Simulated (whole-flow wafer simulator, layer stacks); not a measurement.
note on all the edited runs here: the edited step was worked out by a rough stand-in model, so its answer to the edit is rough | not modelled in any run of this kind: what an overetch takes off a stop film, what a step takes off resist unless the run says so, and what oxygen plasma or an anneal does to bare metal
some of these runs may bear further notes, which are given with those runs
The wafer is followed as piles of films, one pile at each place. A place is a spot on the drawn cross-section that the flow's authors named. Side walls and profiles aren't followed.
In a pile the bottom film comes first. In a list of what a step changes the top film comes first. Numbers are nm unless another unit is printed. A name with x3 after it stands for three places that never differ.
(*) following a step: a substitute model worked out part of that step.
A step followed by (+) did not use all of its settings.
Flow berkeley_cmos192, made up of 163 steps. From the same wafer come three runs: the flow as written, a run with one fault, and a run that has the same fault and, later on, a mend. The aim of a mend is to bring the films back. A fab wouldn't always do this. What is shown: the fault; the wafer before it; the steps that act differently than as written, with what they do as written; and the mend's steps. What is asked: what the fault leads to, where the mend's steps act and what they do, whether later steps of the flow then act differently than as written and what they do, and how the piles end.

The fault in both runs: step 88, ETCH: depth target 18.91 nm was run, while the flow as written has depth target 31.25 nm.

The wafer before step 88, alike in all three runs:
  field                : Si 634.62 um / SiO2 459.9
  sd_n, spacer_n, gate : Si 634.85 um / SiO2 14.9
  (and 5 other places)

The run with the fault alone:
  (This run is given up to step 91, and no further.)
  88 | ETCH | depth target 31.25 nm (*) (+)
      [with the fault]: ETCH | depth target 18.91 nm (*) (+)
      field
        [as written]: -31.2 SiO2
        [with the fault]: -18.9 SiO2
  Later steps of the flow up to step 91 that are run all act as written at every place that is followed, up to a difference of at most 2% or 0.5 nm, whichever is larger.
  Once step 91 is done, the piles at field depart from the flow's by more than 2% or 0.5 nm, whichever is larger.
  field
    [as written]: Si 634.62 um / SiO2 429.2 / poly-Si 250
    [with the fault]: Si 634.62 um / SiO2 441.5 / poly-Si 250

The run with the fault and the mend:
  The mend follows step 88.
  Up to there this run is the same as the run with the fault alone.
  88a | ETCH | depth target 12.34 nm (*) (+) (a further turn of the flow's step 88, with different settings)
      field
        -12.3 SiO2
  Later steps of the flow that are run all act as written at every place that is followed.
  At every place that both follow, the piles at the end match the flow's.
